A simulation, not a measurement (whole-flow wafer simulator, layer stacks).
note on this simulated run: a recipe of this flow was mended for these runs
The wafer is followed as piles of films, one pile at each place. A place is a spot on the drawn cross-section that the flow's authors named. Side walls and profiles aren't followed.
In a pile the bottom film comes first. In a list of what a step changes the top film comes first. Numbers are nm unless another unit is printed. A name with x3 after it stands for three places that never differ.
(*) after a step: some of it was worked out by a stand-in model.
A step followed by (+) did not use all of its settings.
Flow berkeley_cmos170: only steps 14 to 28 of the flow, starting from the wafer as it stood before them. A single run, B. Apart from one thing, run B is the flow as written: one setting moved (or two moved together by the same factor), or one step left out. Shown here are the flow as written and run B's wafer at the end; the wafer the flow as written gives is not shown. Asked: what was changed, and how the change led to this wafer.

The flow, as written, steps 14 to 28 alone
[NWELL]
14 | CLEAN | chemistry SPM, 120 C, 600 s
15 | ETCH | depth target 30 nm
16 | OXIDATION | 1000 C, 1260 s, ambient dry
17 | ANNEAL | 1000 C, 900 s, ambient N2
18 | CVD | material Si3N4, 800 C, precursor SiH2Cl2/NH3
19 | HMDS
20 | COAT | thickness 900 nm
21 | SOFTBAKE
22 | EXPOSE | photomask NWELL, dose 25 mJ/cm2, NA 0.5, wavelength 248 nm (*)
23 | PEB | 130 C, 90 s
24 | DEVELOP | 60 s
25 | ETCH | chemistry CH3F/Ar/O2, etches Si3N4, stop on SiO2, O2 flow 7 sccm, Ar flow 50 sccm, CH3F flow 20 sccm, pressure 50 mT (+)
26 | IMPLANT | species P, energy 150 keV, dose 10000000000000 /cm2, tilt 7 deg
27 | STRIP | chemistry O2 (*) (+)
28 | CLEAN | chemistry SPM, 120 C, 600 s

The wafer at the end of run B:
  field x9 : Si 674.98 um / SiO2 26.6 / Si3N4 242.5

The reason: step 18, CVD: 808 C was run, though the flow has 800 C.

How this came from the change, step by step:
  18 | CVD | material Si3N4, 800 C, precursor SiH2Cl2/NH3
      field x9, mark, sd_p x3: Si3N4 gains 242.5 (new film) (as written it would have been: Si3N4 gains 224 (new film))
  25 | ETCH | chemistry CH3F/Ar/O2, etches Si3N4, stop on SiO2, O2 flow 7 sccm, Ar flow 50 sccm, CH3F flow 20 sccm, pressure 50 mT (+)
      field x9, mark: KrF-resist loses 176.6 (as written it would have been: KrF-resist loses 164.2)
      sd_p x3: Si3N4 loses 242.5 (all of it), SiO2 loses 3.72 (as written it would have been: Si3N4 loses 224 (all of it), SiO2 loses 3.72)
